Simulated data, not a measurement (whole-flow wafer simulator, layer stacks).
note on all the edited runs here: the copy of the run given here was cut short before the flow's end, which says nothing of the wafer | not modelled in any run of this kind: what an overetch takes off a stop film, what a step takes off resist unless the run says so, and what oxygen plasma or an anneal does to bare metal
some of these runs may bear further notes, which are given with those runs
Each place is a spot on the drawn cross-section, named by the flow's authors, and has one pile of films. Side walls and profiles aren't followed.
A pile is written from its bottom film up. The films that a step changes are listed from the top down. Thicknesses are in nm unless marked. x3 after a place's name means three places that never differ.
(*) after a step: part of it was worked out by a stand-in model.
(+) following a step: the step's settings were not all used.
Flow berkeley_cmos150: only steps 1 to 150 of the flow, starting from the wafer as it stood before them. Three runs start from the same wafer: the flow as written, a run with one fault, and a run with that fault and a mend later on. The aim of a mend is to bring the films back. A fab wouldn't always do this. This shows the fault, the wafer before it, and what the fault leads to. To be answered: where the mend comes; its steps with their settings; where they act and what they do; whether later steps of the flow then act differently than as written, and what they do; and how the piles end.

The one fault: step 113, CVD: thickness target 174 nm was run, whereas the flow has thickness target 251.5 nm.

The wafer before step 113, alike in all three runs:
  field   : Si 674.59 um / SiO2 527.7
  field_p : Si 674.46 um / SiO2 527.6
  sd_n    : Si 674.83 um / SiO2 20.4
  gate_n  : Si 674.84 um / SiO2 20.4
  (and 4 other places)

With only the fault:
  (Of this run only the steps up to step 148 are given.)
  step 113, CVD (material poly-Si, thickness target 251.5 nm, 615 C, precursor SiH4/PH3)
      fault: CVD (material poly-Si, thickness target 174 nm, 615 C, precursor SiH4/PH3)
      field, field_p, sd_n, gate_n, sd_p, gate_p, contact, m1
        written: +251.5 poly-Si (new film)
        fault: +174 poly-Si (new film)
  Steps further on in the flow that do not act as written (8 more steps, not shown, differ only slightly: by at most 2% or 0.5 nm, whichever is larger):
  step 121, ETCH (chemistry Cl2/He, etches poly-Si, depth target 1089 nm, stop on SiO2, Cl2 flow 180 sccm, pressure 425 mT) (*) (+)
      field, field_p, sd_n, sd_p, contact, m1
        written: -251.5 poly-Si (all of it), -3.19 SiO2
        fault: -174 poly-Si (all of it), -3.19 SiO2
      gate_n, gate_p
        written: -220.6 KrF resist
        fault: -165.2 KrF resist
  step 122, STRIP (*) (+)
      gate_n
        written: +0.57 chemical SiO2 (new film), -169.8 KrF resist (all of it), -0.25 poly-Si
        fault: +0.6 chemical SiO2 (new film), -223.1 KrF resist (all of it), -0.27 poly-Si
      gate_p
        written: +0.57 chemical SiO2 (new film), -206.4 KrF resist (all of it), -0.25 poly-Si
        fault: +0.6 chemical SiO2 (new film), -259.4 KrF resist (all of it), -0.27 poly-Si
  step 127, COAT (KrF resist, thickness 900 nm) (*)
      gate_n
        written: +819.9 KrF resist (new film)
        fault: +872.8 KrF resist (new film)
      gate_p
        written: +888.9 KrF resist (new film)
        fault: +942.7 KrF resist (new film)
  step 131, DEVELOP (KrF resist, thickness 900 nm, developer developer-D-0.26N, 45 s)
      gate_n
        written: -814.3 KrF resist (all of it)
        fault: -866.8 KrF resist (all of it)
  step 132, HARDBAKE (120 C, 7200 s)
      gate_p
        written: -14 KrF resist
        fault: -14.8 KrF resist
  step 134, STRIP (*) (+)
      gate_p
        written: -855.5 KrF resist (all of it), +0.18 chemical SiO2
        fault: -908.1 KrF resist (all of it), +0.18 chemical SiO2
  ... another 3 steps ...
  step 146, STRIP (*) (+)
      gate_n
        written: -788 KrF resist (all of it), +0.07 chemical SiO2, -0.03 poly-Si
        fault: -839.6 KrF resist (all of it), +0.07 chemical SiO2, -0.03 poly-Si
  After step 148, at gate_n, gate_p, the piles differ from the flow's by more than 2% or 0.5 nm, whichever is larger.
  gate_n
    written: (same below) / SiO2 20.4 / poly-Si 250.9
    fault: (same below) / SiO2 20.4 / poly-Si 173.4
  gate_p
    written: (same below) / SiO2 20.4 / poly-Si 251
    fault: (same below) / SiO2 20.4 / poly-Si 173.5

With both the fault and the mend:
  After step 113 comes the mend.
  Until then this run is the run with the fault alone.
  step 113a, ETCH (chemistry tmah, depth target 200.1 nm)
      field, field_p, sd_n, gate_n, sd_p, gate_p, contact, m1
        -174 poly-Si (all of it)
  step 113b, CLEAN (chemistry SPM, 600 s) (*) (the flow's step 108, run once more)
      leaves every film unchanged at each place that is followed
  step 113c, CVD (material poly-Si, thickness target 251.5 nm, 615 C, precursor SiH4/PH3) (the flow's step 113, run once more)
      field, field_p, sd_n, gate_n, sd_p, gate_p, contact, m1
        +251.5 poly-Si (new film)
  Later steps of the flow that are run all act as written at every place that is followed.
  At every place that both follow, the piles at the end match the flow's.
